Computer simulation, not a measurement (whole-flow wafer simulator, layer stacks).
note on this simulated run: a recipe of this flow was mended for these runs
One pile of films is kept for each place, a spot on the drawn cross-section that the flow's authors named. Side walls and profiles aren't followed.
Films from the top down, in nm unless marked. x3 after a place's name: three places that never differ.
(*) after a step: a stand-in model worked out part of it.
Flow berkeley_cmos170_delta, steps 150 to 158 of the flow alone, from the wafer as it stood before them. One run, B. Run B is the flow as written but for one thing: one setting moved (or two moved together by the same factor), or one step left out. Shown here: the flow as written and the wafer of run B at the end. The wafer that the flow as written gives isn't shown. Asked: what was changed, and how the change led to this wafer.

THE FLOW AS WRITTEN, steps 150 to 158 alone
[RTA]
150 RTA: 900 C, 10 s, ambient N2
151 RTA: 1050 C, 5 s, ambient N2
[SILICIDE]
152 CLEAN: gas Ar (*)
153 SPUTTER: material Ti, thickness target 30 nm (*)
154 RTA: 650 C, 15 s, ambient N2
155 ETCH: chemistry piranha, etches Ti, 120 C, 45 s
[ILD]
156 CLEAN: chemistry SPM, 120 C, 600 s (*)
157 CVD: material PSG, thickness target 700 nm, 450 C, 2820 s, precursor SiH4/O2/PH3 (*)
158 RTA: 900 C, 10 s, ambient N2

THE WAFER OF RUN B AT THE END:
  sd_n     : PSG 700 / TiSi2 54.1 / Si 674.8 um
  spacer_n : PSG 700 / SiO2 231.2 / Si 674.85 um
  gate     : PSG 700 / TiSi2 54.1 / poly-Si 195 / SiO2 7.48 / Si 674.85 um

The cause: step 152, CLEAN: gas Ar (*), was left out.

How the change led to this, step by step:
  154 RTA: 650 C, 15 s, ambient N2
      sd_n, contact x2: Ti -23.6, TiSi first +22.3 (new film), TiSi2 C49 +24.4 (new film), chemical SiO2 -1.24 (all of it), Si -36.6 (as written it would be: Ti -23.4, TiSi first +6.2 (new film), TiSi2 C49 +50.3 (new film), Si -49)
      gate: Ti -23.6, TiSi first +22.3 (new film), TiSi2 C49 +24.4 (new film), chemical SiO2 -1.24 (all of it), poly-Si -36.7 (as written it would be: Ti -23.4, TiSi first +6.2 (new film), TiSi2 C49 +50.3 (new film), poly-Si -49.2)
      (and at 2 more places)
  158 RTA: 900 C, 10 s, ambient N2
      sd_n, contact x2: under 1 film: TiSi2 +54.1 (new film), TiSi first -22.2 (all of it), TiSi2 C49 -24.4 (all of it), Si -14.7 (as written it would be: under 1 film: TiSi2 +55.9 (new film), TiSi first -6.09 (all of it), TiSi2 C49 -50.3 (all of it), Si -4.05)
      gate: under 1 film: TiSi2 +54.1 (new film), TiSi first -22.2 (all of it), TiSi2 C49 -24.4 (all of it), poly-Si -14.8 (as written it would be: under 1 film: TiSi2 +55.9 (new film), TiSi first -6.09 (all of it), TiSi2 C49 -50.3 (all of it), poly-Si -4.06)
      (and at 2 more places)
